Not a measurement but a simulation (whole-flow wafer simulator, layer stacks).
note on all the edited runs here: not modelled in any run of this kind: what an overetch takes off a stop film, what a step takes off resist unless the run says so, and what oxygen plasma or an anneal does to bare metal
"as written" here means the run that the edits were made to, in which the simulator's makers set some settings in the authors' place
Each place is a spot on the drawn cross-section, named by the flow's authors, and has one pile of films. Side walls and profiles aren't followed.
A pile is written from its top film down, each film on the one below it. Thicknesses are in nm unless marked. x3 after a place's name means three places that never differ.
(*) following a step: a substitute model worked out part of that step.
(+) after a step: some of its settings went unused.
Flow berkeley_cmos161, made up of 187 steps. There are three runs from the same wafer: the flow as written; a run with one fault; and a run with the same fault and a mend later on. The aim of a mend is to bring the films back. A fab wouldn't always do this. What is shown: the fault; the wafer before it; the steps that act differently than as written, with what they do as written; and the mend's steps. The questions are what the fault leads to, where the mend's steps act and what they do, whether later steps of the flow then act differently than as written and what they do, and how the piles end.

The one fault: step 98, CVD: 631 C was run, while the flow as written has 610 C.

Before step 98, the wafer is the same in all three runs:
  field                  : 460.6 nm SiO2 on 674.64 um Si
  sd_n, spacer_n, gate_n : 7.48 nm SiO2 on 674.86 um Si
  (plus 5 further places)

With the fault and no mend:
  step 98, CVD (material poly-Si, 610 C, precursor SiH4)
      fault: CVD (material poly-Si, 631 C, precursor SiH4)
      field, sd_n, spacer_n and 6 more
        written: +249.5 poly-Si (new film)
        fault: +365.1 poly-Si (new film)
  Steps further on in the flow that do not act as written (16 more steps, not shown, differ only slightly: by at most 2% or 0.5 nm, whichever is larger):
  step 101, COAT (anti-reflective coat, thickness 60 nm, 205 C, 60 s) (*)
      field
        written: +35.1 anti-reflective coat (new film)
        fault: +36.4 anti-reflective coat (new film)
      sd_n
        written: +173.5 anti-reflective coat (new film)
        fault: +181.1 anti-reflective coat (new film)
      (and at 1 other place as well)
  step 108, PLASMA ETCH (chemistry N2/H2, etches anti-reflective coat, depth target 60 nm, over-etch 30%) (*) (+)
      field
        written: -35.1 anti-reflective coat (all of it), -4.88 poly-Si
        fault: -36.4 anti-reflective coat (all of it), -5.1 poly-Si
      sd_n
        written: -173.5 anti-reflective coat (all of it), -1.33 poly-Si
        fault: -181.1 anti-reflective coat (all of it), -1.39 poly-Si
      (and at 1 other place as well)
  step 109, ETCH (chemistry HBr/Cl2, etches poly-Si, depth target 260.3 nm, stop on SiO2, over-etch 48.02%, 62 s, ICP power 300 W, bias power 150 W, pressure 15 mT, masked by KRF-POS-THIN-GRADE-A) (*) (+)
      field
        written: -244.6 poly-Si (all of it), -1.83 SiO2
        fault: -360 poly-Si (all of it), -0.13 SiO2
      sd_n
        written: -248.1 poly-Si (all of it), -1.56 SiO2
        fault: -363.7 poly-Si (all of it), -0.11 SiO2
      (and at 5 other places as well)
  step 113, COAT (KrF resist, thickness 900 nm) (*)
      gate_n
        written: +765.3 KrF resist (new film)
        fault: +672.4 KrF resist (new film)
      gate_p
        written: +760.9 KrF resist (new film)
        fault: +668.1 KrF resist (new film)
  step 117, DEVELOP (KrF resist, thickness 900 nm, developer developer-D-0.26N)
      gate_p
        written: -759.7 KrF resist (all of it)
        fault: -667.1 KrF resist (all of it)
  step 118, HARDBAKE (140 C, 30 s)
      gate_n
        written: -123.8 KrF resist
        fault: -108.6 KrF resist
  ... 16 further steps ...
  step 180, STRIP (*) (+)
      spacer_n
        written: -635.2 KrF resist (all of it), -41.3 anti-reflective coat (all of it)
        fault: -552.8 KrF resist (all of it), -36.9 anti-reflective coat (all of it)
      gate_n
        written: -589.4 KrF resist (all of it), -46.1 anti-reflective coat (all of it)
        fault: -517.4 KrF resist (all of it), -33.5 anti-reflective coat (all of it)
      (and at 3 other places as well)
  The piles end different from the flow's at spacer_n, gate_n, spacer_p, gate_p by more than 2% or 0.5 nm, whichever is larger.
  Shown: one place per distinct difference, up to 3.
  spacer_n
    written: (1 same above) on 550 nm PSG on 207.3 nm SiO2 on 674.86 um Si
    fault: (1 same above) on 550 nm PSG on 322.9 nm SiO2 on 674.86 um Si
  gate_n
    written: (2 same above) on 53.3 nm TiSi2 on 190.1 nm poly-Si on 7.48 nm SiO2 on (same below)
    fault: (2 same above) on 53.3 nm TiSi2 on 305.7 nm poly-Si on 7.48 nm SiO2 on (same below)

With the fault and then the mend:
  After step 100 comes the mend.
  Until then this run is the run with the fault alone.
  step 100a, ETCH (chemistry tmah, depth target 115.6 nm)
      field, sd_n, spacer_n and 6 more
        -115.6 poly-Si
  Later steps of the flow that are run all act as written at every place that is followed, up to a difference of at most 2% or 0.5 nm, whichever is larger.
  At the end the piles are close to the flow's at the places that both follow, differing by at most 2% or 0.5 nm, whichever is larger.
